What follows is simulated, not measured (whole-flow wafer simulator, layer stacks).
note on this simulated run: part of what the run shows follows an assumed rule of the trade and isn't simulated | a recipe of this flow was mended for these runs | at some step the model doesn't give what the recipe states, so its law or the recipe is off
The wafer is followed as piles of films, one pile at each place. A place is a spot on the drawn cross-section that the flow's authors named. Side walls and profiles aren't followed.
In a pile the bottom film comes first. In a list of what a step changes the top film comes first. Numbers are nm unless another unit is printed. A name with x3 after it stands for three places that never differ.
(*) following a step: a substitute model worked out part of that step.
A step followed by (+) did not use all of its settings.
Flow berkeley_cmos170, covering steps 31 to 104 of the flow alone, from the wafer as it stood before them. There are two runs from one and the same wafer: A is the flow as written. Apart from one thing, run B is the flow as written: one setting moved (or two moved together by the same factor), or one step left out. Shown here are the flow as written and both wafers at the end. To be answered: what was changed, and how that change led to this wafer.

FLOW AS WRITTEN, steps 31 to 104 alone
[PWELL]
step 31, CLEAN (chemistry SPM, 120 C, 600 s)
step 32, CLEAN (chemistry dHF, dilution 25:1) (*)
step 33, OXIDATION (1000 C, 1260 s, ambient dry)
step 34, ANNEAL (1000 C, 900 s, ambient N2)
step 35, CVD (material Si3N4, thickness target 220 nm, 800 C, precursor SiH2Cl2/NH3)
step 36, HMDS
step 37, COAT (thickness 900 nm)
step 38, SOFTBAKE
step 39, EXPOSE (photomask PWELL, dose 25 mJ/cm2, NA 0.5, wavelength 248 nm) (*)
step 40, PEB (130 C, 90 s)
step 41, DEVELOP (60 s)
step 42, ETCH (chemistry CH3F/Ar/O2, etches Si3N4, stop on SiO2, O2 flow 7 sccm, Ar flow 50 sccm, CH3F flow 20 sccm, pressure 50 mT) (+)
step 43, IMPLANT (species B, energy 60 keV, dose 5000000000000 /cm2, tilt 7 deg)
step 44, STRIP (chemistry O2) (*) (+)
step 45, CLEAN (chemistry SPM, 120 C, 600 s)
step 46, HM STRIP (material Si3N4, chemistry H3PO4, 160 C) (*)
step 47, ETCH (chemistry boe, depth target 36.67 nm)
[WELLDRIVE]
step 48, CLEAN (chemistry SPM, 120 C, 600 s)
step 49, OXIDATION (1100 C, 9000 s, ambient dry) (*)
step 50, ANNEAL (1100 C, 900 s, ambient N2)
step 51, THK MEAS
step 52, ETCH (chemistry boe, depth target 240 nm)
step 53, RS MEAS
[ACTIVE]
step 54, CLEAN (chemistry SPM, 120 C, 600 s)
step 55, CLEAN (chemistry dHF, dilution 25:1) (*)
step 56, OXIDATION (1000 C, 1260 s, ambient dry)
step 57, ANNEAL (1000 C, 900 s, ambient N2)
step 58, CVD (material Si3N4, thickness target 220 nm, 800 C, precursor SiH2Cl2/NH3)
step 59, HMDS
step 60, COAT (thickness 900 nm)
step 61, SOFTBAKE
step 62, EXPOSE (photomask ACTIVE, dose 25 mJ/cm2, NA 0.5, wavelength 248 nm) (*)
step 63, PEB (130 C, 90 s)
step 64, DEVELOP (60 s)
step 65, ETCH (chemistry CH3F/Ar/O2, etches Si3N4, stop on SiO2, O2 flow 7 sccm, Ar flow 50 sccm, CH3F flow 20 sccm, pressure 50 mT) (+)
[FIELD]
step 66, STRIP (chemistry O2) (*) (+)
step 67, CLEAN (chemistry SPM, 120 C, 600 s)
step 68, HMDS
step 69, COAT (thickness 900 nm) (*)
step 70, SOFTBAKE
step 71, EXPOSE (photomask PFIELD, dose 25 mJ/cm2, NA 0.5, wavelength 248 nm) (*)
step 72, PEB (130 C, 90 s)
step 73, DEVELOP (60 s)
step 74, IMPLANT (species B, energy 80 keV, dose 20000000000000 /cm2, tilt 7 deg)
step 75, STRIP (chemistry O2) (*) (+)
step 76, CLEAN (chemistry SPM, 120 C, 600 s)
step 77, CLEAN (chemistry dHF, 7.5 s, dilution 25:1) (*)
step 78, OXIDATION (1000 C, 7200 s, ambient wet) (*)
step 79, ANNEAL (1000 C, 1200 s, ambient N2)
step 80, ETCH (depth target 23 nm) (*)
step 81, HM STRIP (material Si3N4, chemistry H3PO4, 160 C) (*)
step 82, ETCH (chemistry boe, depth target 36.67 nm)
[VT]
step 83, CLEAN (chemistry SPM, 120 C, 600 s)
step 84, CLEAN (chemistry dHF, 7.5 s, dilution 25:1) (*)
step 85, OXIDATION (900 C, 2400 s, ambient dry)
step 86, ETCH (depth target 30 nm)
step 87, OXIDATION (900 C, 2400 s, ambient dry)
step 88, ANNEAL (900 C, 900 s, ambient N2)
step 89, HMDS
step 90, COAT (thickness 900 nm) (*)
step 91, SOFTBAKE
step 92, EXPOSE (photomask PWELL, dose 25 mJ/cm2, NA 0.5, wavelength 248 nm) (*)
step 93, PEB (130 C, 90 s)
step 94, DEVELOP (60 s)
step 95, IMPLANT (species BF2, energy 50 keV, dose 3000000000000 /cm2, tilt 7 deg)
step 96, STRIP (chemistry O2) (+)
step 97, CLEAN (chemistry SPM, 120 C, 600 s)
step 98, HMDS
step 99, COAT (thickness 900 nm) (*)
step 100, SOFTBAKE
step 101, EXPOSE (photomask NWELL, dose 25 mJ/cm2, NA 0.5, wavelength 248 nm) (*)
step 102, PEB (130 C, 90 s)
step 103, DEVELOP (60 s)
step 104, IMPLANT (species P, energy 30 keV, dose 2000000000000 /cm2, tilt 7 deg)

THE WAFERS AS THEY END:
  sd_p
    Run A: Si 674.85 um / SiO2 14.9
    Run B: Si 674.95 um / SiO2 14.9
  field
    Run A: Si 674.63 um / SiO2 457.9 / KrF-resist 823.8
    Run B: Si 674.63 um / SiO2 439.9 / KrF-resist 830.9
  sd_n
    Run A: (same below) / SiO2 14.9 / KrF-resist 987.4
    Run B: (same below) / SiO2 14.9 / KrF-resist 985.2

What caused this: step 46, HM STRIP: material Si3N4, chemistry H3PO4, 160 C (*), was omitted.

The path from the change to this, step by step:
  step 47, ETCH (chemistry boe, depth target 36.67 nm)
      sd_p, spacer_p, gate_p: A -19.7 SiO2 (all of it) | B -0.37 Si3N4
      field, mark, sd_n and 7 more: A -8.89 SiO2 (all of it) | B -22.9 SiO2 (all of it)
  step 48, CLEAN (chemistry SPM, 120 C, 600 s)
      sd_p, spacer_p, gate_p: A +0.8 chemical SiO2 (new film), -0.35 Si | B nothing
  step 49, OXIDATION (1100 C, 9000 s, ambient dry) (*)
      sd_p, spacer_p, gate_p: A +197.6 SiO2 (new film), -0.8 chemical SiO2 (all of it), -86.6 Si | B nothing
  step 52, ETCH (chemistry boe, depth target 240 nm)
      sd_p, spacer_p, gate_p: A -197.6 SiO2 (all of it) | B -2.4 Si3N4
  step 54, CLEAN (chemistry SPM, 120 C, 600 s)
      sd_p, spacer_p, gate_p: A +0.8 chemical SiO2 (new film), -0.35 Si | B nothing
  step 55, CLEAN (chemistry dHF, dilution 25:1) (*)
      sd_p, spacer_p, gate_p: A -0.8 chemical SiO2 (all of it) | B -0.37 Si3N4
  step 56, OXIDATION (1000 C, 1260 s, ambient dry)
      sd_p, spacer_p, gate_p: A +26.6 SiO2 (new film), -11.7 Si | B nothing
  step 58, CVD (material Si3N4, thickness target 220 nm, 800 C, precursor SiH2Cl2/NH3)
      sd_p, spacer_p, gate_p: A +220 Si3N4 (new film) | B +220 Si3N4
  step 60, COAT (thickness 900 nm)
      sd_p: A +900 KrF-resist (new film) | B +747.8 KrF-resist (new film)
      spacer_p: A +900 KrF-resist (new film) | B +776.2 KrF-resist (new film)
      (as well as at 1 more place)
  step 66, STRIP (chemistry O2) (*) (+)
      sd_p: A -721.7 KrF-resist (all of it) | B -569.9 KrF-resist (all of it)
      spacer_p: A -721.7 KrF-resist (all of it) | B -598.2 KrF-resist (all of it)
      (as well as at 1 more place)
  step 69, COAT (thickness 900 nm) (*)
      sd_p: A +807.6 KrF-resist (new film) | B +668.6 KrF-resist (new film)
      spacer_p: A +825.6 KrF-resist (new film) | B +714.1 KrF-resist (new film)
      (as well as at 1 more place)
  step 75, STRIP (chemistry O2) (*) (+)
      sd_p: A -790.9 KrF-resist (all of it) | B -652.3 KrF-resist (all of it)
      spacer_p: A -808.9 KrF-resist (all of it) | B -697.7 KrF-resist (all of it)
      (as well as at 1 more place)
  step 78, OXIDATION (1000 C, 7200 s, ambient wet) (*)
      sd_p: A +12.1 SiO2 (new film), -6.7 Si3N4, +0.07 SiO2, -0.07 Si | B +12.1 SiO2 (new film), -6.7 Si3N4
  step 81, HM STRIP (material Si3N4, chemistry H3PO4, 160 C) (*)
      sd_p, spacer_p, gate_p: A -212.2 Si3N4 (all of it), -11.1 SiO2 | B -429.1 Si3N4 (all of it), -22.4 SiO2
      field: A -17.7 SiO2 | B -35.8 SiO2
  step 82, ETCH (chemistry boe, depth target 36.67 nm)
      spacer_p, gate_p: A -15.5 SiO2 (all of it) | B -4.12 SiO2 (all of it)
      sd_p: A -15.5 SiO2 (all of it) | B -4.13 SiO2 (all of it)
  step 90, COAT (thickness 900 nm) (*)
      sd_p: A +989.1 KrF-resist (new film) | B +932 KrF-resist (new film)
      spacer_p: A +970.8 KrF-resist (new film) | B +925.6 KrF-resist (new film)
      (as well as at 1 more place)
  ... another 2 steps ...
  step 103, DEVELOP (60 s)
      sd_p: A -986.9 KrF-resist (all of it) | B -929.9 KrF-resist (all of it)
      spacer_p: A -968.6 KrF-resist (all of it) | B -923.5 KrF-resist (all of it)
      (as well as at 1 more place)
